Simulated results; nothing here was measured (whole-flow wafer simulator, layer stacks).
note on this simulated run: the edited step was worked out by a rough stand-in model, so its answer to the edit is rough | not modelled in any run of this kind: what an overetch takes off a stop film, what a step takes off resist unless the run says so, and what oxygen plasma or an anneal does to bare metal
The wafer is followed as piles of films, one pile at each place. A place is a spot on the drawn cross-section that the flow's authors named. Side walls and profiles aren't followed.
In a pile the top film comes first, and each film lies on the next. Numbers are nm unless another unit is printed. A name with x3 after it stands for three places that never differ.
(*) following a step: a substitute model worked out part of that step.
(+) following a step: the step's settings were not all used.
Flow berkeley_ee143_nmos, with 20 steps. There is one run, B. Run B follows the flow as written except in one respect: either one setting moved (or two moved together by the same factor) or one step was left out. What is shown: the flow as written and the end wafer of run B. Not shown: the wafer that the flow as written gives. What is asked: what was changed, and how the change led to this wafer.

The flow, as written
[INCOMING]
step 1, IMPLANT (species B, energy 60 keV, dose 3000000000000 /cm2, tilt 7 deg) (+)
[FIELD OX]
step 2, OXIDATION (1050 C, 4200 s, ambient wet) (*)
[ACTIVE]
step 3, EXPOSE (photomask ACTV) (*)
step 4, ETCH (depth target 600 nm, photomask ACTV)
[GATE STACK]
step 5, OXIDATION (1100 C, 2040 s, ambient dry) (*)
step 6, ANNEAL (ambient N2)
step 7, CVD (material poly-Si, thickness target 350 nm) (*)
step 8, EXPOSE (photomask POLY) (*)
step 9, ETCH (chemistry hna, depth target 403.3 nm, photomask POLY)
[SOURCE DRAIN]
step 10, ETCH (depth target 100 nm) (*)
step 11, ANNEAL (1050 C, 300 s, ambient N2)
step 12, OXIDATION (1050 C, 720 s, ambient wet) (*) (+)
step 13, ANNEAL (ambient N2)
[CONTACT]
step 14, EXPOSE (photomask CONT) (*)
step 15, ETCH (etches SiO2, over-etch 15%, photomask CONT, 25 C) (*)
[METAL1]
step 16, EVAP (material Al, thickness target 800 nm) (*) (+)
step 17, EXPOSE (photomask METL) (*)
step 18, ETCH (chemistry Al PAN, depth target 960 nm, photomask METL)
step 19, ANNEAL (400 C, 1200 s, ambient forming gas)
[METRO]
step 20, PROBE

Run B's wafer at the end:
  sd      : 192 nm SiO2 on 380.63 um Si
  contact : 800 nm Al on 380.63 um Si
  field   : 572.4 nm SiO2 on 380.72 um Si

What caused this: step 10, ETCH: depth target 72 nm was run, whereas the flow has depth target 100 nm.

Step by step, how the change led to this:
  step 10, ETCH (depth target 100 nm) (*)
      sd, contact: -72 SiO2 (it would be, as written: -79.7 SiO2 (all of it))
      field: -72 SiO2 (it would be, as written: -100 SiO2)
  step 12, OXIDATION (1050 C, 720 s, ambient wet) (*) (+)
      sd, contact: +184.3 SiO2, -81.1 Si (it would be, as written: +189.4 SiO2 (new film), -83.4 Si)
      field: +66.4 SiO2, -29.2 Si (it would be, as written: +69.1 SiO2, -30.4 Si)
